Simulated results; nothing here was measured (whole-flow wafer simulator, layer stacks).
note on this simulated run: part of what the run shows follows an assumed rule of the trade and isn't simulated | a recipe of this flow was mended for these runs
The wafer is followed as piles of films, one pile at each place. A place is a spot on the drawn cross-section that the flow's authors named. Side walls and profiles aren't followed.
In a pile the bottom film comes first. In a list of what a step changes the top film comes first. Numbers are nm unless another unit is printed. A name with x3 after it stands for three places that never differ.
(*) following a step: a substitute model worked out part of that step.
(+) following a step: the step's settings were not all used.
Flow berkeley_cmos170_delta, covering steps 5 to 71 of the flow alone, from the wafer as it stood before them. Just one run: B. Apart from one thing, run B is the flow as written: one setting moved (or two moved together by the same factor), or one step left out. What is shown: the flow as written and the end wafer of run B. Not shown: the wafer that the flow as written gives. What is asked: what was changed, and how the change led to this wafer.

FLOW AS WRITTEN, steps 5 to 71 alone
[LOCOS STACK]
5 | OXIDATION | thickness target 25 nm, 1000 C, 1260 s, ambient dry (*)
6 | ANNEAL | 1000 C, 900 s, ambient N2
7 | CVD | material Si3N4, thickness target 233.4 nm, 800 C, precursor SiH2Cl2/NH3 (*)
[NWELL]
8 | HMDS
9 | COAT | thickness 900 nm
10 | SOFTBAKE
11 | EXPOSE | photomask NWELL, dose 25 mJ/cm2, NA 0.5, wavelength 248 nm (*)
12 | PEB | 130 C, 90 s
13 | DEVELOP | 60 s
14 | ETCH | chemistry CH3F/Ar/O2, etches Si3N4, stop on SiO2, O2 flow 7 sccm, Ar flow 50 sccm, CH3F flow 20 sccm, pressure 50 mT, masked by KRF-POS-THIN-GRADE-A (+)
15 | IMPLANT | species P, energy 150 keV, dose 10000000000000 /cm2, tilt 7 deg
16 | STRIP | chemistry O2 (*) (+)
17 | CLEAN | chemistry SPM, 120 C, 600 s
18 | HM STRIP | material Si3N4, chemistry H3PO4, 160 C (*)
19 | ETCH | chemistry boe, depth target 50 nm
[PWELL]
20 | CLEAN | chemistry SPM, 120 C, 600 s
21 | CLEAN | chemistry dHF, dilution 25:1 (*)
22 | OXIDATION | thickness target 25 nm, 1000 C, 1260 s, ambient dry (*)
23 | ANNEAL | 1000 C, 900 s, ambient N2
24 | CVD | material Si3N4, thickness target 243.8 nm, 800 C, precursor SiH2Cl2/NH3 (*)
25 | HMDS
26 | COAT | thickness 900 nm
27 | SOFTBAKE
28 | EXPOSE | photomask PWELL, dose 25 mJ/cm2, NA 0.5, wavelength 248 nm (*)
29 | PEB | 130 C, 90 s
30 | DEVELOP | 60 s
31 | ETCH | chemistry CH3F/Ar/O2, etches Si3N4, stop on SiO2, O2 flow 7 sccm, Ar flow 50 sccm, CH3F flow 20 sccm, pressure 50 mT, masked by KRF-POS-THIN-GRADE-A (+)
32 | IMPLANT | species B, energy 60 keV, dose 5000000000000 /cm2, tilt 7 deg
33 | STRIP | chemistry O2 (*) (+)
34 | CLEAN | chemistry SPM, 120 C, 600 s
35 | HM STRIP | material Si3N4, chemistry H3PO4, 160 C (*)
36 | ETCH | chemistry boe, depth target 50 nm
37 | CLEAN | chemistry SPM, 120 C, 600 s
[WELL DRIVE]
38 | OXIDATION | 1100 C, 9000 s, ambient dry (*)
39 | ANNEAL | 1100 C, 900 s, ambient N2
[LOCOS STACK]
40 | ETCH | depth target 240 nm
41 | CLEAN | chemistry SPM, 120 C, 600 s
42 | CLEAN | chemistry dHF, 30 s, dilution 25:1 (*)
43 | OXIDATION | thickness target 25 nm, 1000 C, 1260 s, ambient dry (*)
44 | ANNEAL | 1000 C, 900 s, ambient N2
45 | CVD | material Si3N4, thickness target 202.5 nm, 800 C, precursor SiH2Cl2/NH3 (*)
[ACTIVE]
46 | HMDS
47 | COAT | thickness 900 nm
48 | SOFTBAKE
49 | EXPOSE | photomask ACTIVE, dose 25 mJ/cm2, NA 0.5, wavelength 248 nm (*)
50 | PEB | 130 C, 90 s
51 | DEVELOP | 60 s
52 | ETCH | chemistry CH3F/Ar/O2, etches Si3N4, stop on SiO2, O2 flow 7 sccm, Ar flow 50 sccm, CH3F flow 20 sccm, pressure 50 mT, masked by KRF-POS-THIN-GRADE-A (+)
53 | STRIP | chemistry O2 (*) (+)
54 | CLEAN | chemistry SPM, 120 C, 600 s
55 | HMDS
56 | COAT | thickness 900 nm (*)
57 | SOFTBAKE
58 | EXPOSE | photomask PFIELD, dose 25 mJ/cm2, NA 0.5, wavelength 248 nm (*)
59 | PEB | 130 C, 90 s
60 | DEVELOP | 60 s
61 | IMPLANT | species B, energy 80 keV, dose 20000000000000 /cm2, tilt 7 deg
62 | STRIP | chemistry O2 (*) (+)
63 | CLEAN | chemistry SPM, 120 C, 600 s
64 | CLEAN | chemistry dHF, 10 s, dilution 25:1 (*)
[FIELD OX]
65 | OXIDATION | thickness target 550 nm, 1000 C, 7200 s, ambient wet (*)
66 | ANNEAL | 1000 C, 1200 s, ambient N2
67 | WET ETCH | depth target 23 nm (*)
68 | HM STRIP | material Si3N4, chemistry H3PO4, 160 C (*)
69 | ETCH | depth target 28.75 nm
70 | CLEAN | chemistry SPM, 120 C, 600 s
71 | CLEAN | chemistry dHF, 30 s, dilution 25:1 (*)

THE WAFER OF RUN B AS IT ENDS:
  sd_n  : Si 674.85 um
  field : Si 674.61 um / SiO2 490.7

Cause: step 5, OXIDATION: 1150 C was run, while the flow as written has 1000 C.

Step by step, how the change led to this:
  5 | OXIDATION | thickness target 25 nm, 1000 C, 1260 s, ambient dry (*)
      field, sd_n, spacer_n and 6 more: SiO2 gains 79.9 (new film), Si loses 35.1 (as written it would have been: SiO2 gains 26.6 (new film), Si loses 11.7)
  19 | ETCH | chemistry boe, depth target 50 nm
      field, sd_n, spacer_n, gate, contact, m1: SiO2 loses 50 (as written it would have been: SiO2 loses 19.3 (all of it))
      sd_p, spacer_p, gate_p: SiO2 loses 50 (as written it would have been: SiO2 loses 7.83 (all of it))
  20 | CLEAN | chemistry SPM, 120 C, 600 s
      field, sd_n, spacer_n and 6 more: nothing (as written it would have been: chemical SiO2 gains 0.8 (new film), Si loses 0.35)
  21 | CLEAN | chemistry dHF, dilution 25:1 (*)
      field, sd_n, spacer_n, gate, contact, m1: SiO2 loses 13 (as written it would have been: chemical SiO2 loses 0.8 (all of it))
      sd_p, spacer_p, gate_p: SiO2 loses 11.1 (all of it) (as written it would have been: chemical SiO2 loses 0.8 (all of it))
  22 | OXIDATION | thickness target 25 nm, 1000 C, 1260 s, ambient dry (*)
      field, sd_n, spacer_n, gate, contact, m1: SiO2 gains 19.1, Si loses 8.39 (as written it would have been: SiO2 gains 26.6 (new film), Si loses 11.7)
  36 | ETCH | chemistry boe, depth target 50 nm
      field, sd_n, spacer_n, gate, contact, m1: SiO2 loses 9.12 (all of it) (as written it would have been: SiO2 loses 7.01 (all of it))
  65 | OXIDATION | thickness target 550 nm, 1000 C, 7200 s, ambient wet (*)
      sd_p: SiO2 gains 12.1 (new film), Si3N4 loses 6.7 (as written it would have been: SiO2 gains 12.1 (new film), Si3N4 loses 6.7, SiO2 gains 0.15, Si loses 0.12)
